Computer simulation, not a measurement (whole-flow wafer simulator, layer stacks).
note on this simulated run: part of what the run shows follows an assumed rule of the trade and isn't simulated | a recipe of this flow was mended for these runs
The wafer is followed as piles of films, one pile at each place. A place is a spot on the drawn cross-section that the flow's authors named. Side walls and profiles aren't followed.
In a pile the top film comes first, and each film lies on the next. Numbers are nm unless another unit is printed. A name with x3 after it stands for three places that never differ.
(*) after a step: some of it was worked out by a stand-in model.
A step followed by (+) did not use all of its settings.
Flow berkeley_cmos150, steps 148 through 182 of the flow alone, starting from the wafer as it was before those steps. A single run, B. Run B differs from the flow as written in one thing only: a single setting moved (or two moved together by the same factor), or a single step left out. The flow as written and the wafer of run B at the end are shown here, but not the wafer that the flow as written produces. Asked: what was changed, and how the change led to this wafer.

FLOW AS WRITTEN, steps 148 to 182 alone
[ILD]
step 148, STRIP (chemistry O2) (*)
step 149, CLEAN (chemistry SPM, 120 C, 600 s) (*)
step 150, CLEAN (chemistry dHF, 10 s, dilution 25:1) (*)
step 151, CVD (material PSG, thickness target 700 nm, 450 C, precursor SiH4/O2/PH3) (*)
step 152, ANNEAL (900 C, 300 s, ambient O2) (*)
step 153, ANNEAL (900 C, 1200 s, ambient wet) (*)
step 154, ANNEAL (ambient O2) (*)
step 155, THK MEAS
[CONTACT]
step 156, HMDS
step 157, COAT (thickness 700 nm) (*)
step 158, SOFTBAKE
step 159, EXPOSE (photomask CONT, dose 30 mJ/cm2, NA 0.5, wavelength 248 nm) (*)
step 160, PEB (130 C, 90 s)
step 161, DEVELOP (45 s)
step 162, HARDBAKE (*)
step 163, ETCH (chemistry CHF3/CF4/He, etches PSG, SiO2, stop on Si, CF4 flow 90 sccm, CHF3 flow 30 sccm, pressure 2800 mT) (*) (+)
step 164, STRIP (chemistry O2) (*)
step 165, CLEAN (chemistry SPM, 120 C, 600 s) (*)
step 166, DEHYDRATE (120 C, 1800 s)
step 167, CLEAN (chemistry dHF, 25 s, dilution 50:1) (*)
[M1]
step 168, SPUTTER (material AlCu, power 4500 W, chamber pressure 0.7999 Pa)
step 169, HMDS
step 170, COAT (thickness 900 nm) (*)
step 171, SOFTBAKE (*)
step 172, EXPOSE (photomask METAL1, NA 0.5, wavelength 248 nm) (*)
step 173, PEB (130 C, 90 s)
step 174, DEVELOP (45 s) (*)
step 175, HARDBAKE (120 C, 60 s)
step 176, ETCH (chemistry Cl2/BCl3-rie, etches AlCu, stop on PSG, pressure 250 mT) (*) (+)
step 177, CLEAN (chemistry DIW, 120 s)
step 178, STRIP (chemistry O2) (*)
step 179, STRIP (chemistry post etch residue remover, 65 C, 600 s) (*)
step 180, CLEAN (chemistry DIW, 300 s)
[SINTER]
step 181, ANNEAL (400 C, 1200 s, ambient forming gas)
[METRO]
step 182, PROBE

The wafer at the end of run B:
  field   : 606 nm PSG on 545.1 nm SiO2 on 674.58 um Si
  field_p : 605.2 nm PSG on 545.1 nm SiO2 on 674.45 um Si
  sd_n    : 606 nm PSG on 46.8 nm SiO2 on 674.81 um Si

The reason: step 153, ANNEAL: 1665 s was run, though the flow has 1200 s.

How this came from the change, step by step:
  step 153, ANNEAL (900 C, 1200 s, ambient wet) (*)
      sd_n, contact, m1: -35 PSG, +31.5 SiO2, -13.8 Si (it would be, as written: -35 PSG, +22.8 SiO2, -10 Si)
      field, field_p: -35 PSG, +22.5 SiO2, -9.91 Si (it would be, as written: -35 PSG, +16.3 SiO2, -7.15 Si)
      (and at 3 other places as well)
  step 163, ETCH (chemistry CHF3/CF4/He, etches PSG, SiO2, stop on Si, CF4 flow 90 sccm, CHF3 flow 30 sccm, pressure 2800 mT) (*) (+)
      contact: -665 PSG (all of it), -46.8 SiO2 (all of it), -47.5 Si (it would be, as written: -665 PSG (all of it), -38.1 SiO2 (all of it), -47.5 Si)
